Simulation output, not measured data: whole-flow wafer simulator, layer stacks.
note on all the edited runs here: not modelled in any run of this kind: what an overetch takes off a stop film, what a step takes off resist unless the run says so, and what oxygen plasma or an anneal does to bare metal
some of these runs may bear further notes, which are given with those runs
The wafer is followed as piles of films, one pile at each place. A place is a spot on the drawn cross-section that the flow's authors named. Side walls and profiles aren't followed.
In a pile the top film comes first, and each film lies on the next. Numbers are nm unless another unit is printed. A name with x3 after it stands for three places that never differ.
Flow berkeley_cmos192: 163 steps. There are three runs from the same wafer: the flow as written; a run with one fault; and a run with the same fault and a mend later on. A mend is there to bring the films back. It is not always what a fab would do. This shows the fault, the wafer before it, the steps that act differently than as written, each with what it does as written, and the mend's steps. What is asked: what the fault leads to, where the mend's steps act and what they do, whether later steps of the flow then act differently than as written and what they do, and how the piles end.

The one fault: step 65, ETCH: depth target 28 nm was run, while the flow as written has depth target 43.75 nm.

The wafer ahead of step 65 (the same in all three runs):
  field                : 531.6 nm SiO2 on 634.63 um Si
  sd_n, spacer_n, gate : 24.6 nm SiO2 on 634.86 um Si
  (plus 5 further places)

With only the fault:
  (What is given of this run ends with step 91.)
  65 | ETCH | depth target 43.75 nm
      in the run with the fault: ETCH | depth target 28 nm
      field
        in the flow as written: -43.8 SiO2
        in the run with the fault: -28 SiO2
  Later steps of the flow up to step 91 that are run all act as written at every place that is followed, up to a difference of at most 2% or 0.5 nm, whichever is larger.
  After step 91, at field, the piles differ from the flow's by more than 2% or 0.5 nm, whichever is larger.
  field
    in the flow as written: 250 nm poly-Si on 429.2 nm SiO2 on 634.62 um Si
    in the run with the fault: 250 nm poly-Si on 444.8 nm SiO2 on 634.62 um Si

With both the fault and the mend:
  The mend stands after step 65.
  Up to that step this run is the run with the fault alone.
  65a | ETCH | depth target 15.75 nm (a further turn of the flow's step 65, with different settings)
      field
        -15.8 SiO2
  Later steps of the flow that are run all act as written at every place that is followed, up to a difference of at most 2% or 0.5 nm, whichever is larger.
  The piles end the same as the flow's at every place that both follow.
